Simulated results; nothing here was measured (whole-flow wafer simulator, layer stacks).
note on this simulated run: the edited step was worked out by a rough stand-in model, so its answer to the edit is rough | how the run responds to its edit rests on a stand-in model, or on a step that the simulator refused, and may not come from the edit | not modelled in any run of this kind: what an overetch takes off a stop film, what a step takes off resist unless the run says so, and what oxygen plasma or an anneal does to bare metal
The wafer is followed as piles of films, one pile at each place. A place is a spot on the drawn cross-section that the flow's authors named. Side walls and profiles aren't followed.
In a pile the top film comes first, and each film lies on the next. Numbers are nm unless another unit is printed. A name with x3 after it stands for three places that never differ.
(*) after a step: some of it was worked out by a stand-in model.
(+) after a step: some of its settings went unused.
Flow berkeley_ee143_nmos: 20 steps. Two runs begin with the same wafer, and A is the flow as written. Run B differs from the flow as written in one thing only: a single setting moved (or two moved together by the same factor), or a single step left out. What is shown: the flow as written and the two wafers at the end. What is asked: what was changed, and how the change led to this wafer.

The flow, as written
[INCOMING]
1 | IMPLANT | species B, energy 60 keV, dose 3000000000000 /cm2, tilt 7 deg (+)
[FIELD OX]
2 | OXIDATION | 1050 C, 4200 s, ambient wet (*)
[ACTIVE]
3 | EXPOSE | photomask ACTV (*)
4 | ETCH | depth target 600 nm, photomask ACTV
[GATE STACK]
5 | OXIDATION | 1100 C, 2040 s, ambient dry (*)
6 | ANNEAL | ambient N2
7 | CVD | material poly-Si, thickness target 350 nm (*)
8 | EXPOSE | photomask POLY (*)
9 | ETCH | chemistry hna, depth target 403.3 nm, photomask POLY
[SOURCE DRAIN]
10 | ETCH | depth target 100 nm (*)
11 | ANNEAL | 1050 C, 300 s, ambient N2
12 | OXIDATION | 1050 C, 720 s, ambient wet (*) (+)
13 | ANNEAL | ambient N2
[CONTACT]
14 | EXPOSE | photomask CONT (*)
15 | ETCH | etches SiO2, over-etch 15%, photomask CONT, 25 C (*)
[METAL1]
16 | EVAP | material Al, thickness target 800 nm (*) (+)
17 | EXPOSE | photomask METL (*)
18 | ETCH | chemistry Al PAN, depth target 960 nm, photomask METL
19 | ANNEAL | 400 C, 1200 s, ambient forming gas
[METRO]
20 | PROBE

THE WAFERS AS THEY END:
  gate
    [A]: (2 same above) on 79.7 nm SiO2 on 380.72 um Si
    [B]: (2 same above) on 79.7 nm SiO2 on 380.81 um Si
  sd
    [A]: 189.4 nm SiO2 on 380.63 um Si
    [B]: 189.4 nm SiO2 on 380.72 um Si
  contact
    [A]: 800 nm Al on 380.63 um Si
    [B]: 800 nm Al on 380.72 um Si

Cause: step 2, OXIDATION: 1995 s was run, whereas the flow has 4200 s.

Step by step, how the change led to this:
  2 | OXIDATION | 1050 C, 4200 s, ambient wet (*)
      gate, sd, contact, field: A +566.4 SiO2 (new film), -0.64 chemical SiO2 (all of it), -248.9 Si | B +359.5 SiO2 (new film), -0.64 chemical SiO2 (all of it), -157.9 Si
  4 | ETCH | depth target 600 nm, photomask ACTV
      gate, sd, contact: A -566.4 SiO2 (all of it) | B -359.5 SiO2 (all of it)
  5 | OXIDATION | 1100 C, 2040 s, ambient dry (*)
      field: A +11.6 SiO2, -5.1 Si | B +16.9 SiO2, -7.44 Si
  12 | OXIDATION | 1050 C, 720 s, ambient wet (*) (+)
      field: A +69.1 SiO2, -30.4 Si | B +96.6 SiO2, -42.5 Si
